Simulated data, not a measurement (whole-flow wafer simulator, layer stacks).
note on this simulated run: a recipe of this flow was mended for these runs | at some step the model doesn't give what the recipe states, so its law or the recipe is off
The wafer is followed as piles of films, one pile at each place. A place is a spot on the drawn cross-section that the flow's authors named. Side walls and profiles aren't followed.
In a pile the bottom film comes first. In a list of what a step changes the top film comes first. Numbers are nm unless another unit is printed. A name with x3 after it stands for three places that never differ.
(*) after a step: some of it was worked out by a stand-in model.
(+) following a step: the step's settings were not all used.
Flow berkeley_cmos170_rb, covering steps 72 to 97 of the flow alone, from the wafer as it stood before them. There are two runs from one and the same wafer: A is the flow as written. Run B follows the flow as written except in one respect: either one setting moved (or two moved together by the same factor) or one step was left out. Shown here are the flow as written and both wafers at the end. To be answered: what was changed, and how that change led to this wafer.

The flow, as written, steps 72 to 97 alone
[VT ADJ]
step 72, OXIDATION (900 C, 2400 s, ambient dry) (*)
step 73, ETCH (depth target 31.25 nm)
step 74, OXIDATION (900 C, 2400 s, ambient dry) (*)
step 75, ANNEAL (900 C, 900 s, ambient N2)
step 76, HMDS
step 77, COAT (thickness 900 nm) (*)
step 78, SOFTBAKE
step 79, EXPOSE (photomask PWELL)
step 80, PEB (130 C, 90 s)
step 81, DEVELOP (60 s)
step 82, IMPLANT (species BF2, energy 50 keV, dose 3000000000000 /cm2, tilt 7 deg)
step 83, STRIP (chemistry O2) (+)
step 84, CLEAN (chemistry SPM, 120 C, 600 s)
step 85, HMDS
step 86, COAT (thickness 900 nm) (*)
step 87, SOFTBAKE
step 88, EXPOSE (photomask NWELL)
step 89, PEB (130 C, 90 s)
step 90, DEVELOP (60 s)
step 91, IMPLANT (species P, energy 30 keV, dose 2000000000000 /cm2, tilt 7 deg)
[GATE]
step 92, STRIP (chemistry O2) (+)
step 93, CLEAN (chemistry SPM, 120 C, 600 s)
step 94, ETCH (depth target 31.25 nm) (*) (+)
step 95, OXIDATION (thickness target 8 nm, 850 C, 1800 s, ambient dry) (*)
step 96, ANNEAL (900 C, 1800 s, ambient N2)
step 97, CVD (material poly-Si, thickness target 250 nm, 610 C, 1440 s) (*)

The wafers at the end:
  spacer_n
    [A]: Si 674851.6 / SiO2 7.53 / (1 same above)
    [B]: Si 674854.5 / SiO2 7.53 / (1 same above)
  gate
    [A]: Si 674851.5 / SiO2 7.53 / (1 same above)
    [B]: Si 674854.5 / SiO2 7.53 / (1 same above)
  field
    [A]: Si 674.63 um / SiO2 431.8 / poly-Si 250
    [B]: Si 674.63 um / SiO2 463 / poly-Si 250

Cause: step 73, ETCH: depth target 31.25 nm, was not run.

The path from the change to this, step by step:
  step 74, OXIDATION (900 C, 2400 s, ambient dry) (*)
      sd_n, spacer_n, gate, sd_p, spacer_p, gate_p, contact, m1: A SiO2 gains 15 (new film), Si loses 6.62 | B SiO2 gains 8.28, Si loses 3.64
  step 94, ETCH (depth target 31.25 nm) (*) (+)
      sd_n, spacer_n, gate, sd_p, spacer_p, gate_p, contact, m1: A SiO2 loses 15 (all of it) | B SiO2 loses 23.3 (all of it)
